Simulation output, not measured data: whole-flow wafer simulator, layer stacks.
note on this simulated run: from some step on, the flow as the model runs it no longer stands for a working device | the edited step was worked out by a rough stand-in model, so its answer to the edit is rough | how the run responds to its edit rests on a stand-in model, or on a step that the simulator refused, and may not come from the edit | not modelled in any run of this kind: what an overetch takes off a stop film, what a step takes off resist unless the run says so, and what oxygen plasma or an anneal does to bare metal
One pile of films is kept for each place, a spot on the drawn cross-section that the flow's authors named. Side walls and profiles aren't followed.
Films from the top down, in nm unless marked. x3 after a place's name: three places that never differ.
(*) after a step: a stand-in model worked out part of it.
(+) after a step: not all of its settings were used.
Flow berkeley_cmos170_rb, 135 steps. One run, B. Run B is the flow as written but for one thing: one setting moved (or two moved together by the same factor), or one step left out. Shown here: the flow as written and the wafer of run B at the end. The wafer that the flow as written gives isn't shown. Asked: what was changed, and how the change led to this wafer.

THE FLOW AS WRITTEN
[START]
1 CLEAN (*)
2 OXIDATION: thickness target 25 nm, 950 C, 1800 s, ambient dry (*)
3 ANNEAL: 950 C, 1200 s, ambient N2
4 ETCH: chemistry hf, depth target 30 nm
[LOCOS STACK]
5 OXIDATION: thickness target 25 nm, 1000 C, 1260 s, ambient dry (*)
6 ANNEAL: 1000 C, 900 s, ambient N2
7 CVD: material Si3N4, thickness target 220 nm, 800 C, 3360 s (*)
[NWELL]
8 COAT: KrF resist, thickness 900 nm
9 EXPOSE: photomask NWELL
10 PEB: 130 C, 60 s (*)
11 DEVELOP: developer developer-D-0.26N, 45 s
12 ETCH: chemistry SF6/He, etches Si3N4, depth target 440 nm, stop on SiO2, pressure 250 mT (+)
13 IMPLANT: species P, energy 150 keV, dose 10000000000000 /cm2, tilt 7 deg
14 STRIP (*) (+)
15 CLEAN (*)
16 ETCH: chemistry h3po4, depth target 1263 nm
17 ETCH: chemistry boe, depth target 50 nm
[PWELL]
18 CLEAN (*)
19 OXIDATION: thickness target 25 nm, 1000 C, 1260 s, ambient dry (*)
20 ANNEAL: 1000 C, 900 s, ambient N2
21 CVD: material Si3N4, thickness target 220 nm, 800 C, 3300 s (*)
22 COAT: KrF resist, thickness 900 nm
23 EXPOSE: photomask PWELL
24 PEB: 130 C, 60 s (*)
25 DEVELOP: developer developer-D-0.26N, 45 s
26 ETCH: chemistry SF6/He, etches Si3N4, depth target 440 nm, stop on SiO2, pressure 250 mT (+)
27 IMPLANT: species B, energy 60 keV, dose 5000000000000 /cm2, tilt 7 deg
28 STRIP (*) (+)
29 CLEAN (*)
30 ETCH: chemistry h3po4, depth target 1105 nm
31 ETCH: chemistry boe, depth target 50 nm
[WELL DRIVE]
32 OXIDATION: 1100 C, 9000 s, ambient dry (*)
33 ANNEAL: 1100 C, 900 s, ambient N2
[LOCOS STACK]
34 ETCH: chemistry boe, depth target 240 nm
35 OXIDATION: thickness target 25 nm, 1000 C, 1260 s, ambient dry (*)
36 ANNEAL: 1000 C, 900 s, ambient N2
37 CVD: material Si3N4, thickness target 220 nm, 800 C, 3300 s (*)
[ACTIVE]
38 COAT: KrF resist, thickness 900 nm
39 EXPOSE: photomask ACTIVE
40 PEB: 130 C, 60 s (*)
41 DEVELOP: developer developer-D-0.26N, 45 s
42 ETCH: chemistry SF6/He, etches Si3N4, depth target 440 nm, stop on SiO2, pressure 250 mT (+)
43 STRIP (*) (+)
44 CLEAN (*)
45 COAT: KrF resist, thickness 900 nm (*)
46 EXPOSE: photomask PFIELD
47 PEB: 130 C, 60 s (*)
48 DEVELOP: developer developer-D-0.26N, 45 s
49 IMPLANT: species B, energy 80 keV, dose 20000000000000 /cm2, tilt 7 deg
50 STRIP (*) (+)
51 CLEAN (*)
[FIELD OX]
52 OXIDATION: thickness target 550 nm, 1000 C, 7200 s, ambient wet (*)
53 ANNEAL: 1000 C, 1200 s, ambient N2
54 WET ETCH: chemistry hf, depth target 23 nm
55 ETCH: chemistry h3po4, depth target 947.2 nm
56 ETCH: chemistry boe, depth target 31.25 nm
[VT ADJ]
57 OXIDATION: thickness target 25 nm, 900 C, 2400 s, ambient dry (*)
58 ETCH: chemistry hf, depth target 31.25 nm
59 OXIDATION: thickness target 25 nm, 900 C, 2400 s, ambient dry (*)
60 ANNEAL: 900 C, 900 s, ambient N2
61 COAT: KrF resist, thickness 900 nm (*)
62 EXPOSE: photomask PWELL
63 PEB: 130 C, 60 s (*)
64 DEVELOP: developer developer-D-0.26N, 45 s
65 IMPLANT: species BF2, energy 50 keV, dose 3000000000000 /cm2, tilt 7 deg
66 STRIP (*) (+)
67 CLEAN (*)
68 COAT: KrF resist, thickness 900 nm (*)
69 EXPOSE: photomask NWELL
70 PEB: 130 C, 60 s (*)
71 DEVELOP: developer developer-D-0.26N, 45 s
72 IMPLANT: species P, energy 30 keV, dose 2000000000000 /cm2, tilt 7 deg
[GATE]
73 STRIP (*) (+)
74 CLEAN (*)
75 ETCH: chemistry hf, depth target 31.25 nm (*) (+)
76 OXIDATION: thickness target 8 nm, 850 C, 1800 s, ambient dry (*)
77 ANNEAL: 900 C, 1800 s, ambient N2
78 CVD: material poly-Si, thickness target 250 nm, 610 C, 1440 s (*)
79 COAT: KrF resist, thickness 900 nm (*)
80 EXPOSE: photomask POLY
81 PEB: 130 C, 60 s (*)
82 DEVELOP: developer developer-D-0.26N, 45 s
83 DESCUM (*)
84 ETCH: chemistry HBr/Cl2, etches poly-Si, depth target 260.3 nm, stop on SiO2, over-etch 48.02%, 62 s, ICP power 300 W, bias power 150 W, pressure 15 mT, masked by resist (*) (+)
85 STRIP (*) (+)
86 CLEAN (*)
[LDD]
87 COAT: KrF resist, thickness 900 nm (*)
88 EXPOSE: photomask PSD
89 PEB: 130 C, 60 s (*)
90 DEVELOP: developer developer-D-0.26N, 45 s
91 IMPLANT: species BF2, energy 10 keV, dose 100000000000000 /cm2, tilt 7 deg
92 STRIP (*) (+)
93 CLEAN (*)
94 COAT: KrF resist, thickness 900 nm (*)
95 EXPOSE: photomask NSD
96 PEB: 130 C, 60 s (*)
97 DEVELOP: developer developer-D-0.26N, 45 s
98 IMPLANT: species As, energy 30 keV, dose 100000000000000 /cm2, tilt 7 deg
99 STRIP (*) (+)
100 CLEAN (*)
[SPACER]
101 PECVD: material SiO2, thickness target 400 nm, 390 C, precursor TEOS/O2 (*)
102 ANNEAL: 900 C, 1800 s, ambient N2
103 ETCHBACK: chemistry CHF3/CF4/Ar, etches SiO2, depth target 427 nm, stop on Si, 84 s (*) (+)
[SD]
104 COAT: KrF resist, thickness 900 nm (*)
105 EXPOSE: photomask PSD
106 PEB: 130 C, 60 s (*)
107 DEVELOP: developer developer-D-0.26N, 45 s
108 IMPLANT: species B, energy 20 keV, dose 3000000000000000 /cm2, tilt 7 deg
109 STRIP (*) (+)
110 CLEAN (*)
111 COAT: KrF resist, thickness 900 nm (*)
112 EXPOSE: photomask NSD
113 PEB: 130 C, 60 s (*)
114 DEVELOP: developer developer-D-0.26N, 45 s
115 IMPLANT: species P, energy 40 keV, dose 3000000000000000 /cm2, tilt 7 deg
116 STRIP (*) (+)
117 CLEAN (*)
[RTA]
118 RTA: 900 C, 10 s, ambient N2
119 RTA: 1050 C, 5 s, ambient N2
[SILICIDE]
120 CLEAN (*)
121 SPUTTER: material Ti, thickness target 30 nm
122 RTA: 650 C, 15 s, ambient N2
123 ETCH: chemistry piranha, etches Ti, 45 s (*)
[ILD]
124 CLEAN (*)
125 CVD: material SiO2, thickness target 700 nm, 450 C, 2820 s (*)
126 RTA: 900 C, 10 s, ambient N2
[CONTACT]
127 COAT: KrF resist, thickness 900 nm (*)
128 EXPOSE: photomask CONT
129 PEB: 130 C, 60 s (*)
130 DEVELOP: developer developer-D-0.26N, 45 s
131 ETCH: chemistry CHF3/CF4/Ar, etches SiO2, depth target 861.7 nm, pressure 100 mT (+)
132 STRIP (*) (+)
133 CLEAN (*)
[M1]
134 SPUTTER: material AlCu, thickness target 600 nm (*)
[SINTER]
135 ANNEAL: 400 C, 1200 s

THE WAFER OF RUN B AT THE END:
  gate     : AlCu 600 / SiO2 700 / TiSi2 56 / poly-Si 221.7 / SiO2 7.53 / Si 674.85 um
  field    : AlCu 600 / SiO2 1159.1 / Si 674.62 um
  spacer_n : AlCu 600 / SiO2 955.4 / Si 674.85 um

The cause: step 78, CVD: thickness target 275 nm was run, where the flow has thickness target 250 nm.

How the change led to this, step by step:
  78 CVD: material poly-Si, thickness target 250 nm, 610 C, 1440 s (*)
      field, sd_n, spacer_n and 6 more: poly-Si +275 (new film) (as written it would be: poly-Si +250 (new film))
  84 ETCH: chemistry HBr/Cl2, etches poly-Si, depth target 260.3 nm, stop on SiO2, over-etch 48.02%, 62 s, ICP power 300 W, bias power 150 W, pressure 15 mT, masked by resist (*) (+)
      field, sd_n, spacer_n, sd_p, spacer_p, contact, m1: poly-Si -275 (all of it), SiO2 -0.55 (as written it would be: poly-Si -250 (all of it), SiO2 -1.42)
  87 COAT: KrF resist, thickness 900 nm (*)
      gate: KrF resist +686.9 (new film) (as written it would be: KrF resist +706 (new film))
      gate_p: KrF resist +687.3 (new film) (as written it would be: KrF resist +706.3 (new film))
  90 DEVELOP: developer developer-D-0.26N, 45 s
      gate_p: KrF resist -687.3 (all of it) (as written it would be: KrF resist -706.3 (all of it))
  92 STRIP (*) (+)
      gate: KrF resist -672.7 (all of it) (as written it would be: KrF resist -691.8 (all of it))
  94 COAT: KrF resist, thickness 900 nm (*)
      gate: KrF resist +686.9 (new film) (as written it would be: KrF resist +706 (new film))
      gate_p: KrF resist +687.3 (new film) (as written it would be: KrF resist +706.3 (new film))
  97 DEVELOP: developer developer-D-0.26N, 45 s
      gate: KrF resist -686.9 (all of it) (as written it would be: KrF resist -706 (all of it))
  99 STRIP (*) (+)
      gate_p: KrF resist -673.1 (all of it) (as written it would be: KrF resist -692.1 (all of it))
  103 ETCHBACK: chemistry CHF3/CF4/Ar, etches SiO2, depth target 427 nm, stop on Si, 84 s (*) (+)
      spacer_n, spacer_p: SiO2 -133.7 (as written it would be: SiO2 -157.9)
  104 COAT: KrF resist, thickness 900 nm (*)
      spacer_n: KrF resist +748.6 (new film) (as written it would be: KrF resist +766.3 (new film))
      gate: KrF resist +724.8 (new film) (as written it would be: KrF resist +742.1 (new film))
      (and at 2 more places)
  107 DEVELOP: developer developer-D-0.26N, 45 s
      spacer_p: KrF resist -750 (all of it) (as written it would be: KrF resist -767.7 (all of it))
      gate_p: KrF resist -725.9 (all of it) (as written it would be: KrF resist -743.2 (all of it))
  109 STRIP (*) (+)
      spacer_n: KrF resist -734.4 (all of it) (as written it would be: KrF resist -752.1 (all of it))
      gate: KrF resist -710.6 (all of it) (as written it would be: KrF resist -727.9 (all of it))
  111 COAT: KrF resist, thickness 900 nm (*)
      spacer_n: KrF resist +748.6 (new film) (as written it would be: KrF resist +766.3 (new film))
      gate: KrF resist +724.8 (new film) (as written it would be: KrF resist +742.1 (new film))
      (and at 2 more places)
  114 DEVELOP: developer developer-D-0.26N, 45 s
      spacer_n: KrF resist -748.6 (all of it) (as written it would be: KrF resist -766.3 (all of it))
      gate: KrF resist -724.8 (all of it) (as written it would be: KrF resist -742.1 (all of it))
  116 STRIP (*) (+)
      spacer_p: KrF resist -735.8 (all of it) (as written it would be: KrF resist -753.5 (all of it))
      gate_p: KrF resist -711.7 (all of it) (as written it would be: KrF resist -729 (all of it))
